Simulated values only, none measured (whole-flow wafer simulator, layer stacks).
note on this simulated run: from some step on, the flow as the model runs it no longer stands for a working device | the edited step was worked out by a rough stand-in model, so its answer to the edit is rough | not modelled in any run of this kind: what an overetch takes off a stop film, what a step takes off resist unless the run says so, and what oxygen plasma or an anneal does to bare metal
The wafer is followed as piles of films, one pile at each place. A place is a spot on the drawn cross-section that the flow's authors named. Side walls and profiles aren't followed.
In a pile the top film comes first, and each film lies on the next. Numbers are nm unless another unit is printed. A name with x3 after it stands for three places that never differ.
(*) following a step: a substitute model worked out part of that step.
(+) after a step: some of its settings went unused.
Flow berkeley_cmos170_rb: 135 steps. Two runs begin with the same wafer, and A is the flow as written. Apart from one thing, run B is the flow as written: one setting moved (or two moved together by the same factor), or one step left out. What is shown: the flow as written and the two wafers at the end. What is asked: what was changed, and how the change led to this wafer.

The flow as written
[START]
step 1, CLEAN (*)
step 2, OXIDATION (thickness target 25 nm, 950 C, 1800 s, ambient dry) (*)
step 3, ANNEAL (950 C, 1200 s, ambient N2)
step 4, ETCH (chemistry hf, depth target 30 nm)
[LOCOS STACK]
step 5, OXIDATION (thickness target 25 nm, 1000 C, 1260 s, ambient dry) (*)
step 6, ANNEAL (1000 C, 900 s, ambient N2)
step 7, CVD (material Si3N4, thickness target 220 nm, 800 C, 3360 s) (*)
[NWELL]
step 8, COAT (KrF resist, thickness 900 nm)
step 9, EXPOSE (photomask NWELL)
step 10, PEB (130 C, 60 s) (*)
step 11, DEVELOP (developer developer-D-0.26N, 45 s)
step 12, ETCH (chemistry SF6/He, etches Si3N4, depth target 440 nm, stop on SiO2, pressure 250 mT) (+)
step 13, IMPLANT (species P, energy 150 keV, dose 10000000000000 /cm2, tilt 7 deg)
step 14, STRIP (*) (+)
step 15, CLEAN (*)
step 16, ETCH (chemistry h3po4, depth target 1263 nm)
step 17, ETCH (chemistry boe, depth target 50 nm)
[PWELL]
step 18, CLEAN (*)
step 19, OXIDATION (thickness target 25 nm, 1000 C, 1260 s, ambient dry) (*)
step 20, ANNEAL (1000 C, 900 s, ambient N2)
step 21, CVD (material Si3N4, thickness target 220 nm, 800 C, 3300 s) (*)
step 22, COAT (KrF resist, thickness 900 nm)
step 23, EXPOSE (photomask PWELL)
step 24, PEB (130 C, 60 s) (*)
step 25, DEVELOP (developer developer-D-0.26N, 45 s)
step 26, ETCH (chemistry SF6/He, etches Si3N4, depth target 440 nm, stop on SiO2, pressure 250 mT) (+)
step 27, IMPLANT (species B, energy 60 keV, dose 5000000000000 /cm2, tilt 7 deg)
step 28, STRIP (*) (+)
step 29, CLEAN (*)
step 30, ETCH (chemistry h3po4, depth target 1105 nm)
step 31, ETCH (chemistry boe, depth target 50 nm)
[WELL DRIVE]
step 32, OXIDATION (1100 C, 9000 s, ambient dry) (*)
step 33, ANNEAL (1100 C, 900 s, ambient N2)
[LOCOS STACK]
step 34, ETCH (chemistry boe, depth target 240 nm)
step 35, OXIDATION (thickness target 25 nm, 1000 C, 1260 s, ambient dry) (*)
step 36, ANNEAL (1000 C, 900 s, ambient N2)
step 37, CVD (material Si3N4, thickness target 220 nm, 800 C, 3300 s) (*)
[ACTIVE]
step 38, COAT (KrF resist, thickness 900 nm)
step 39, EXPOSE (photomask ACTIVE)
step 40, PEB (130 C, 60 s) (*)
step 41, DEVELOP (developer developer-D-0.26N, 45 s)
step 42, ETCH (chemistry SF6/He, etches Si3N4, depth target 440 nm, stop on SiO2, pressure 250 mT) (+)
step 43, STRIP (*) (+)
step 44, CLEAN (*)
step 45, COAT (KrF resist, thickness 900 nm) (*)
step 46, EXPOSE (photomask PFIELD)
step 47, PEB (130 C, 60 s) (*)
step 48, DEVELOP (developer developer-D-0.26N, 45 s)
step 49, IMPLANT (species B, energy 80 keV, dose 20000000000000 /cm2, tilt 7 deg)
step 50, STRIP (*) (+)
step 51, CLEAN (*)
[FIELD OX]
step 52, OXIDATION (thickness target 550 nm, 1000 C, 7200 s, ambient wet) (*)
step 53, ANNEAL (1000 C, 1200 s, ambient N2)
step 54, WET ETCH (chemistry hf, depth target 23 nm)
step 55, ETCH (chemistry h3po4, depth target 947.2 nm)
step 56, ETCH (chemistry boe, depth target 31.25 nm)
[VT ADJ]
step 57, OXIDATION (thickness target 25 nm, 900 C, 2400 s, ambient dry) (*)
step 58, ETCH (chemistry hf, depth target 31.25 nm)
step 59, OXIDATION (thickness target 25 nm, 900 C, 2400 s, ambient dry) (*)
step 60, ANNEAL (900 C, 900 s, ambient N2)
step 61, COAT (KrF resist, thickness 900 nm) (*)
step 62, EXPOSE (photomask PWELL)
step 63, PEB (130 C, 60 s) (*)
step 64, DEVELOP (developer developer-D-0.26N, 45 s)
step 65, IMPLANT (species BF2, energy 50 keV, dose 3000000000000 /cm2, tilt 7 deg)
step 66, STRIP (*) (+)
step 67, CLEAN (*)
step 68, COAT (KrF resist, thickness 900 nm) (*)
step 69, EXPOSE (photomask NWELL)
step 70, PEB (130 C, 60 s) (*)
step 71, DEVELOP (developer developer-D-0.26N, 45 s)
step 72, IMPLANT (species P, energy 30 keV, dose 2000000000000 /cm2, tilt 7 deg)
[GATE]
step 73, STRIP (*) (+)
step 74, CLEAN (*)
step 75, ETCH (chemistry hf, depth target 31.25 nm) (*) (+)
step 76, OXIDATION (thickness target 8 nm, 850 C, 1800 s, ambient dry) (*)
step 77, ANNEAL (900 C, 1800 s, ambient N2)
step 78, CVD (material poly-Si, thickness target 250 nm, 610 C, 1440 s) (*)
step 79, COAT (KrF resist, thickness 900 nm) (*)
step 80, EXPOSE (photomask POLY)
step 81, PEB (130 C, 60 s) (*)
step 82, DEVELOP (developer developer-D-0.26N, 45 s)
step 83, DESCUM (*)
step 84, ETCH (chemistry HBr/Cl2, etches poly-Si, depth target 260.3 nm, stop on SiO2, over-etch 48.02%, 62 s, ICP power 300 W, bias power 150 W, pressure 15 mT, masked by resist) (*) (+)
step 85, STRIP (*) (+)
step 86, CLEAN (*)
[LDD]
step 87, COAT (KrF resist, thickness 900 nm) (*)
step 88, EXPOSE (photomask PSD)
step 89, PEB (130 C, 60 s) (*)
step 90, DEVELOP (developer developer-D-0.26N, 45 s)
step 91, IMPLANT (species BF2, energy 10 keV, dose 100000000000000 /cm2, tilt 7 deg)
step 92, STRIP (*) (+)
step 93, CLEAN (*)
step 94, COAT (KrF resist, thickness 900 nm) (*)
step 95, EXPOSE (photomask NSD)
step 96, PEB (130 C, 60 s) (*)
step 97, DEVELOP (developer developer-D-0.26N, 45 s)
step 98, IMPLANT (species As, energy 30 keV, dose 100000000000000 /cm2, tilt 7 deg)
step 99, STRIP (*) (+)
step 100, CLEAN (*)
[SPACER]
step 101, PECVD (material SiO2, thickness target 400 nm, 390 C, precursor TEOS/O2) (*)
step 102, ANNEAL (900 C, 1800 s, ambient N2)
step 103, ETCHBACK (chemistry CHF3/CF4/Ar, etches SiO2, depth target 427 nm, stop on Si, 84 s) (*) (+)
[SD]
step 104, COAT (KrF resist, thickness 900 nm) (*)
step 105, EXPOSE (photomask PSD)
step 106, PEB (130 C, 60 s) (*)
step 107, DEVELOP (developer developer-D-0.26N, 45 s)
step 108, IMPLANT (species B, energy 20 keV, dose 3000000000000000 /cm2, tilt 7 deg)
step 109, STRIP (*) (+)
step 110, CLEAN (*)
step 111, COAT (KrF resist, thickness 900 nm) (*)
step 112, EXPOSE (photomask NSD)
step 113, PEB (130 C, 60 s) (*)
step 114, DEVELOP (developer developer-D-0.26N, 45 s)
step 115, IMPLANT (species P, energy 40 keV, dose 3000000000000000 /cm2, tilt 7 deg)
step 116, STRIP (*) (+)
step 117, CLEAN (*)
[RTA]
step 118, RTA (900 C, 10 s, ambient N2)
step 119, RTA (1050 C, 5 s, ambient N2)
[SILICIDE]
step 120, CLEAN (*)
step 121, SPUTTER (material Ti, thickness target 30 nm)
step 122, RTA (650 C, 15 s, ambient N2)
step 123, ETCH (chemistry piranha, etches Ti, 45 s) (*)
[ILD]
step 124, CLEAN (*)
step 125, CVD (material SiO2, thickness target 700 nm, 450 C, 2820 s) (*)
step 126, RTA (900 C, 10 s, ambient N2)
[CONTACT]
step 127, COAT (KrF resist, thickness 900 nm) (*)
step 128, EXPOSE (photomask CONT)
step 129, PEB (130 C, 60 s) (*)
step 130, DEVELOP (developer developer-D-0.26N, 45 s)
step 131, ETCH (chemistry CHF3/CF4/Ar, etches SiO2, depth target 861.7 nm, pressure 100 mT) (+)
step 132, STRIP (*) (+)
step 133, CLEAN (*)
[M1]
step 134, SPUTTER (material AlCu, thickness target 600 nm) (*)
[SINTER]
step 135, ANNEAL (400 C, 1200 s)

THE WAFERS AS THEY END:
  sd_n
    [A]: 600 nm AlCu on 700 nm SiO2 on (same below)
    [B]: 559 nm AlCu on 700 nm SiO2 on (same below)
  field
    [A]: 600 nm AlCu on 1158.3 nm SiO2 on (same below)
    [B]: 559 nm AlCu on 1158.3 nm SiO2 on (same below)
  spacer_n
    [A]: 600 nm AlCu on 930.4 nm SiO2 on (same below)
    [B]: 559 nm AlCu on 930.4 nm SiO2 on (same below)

What caused this: step 134, SPUTTER: thickness target 559 nm was run, whereas the flow has thickness target 600 nm.
One can read it off the wafer: sd_n has AlCu 559, and step 134 as written asks for 600 nm.

The path from the change to this, step by step:
  step 134, SPUTTER (material AlCu, thickness target 600 nm) (*)
      field, sd_n, spacer_n, gate, spacer_p, gate_p, m1: A AlCu gains 600 (new film) | B AlCu gains 559 (new film)
      sd_p: A AlCu gains 545.9 (new film) | B AlCu gains 506.8 (new film)
      (as well as at 1 more place)
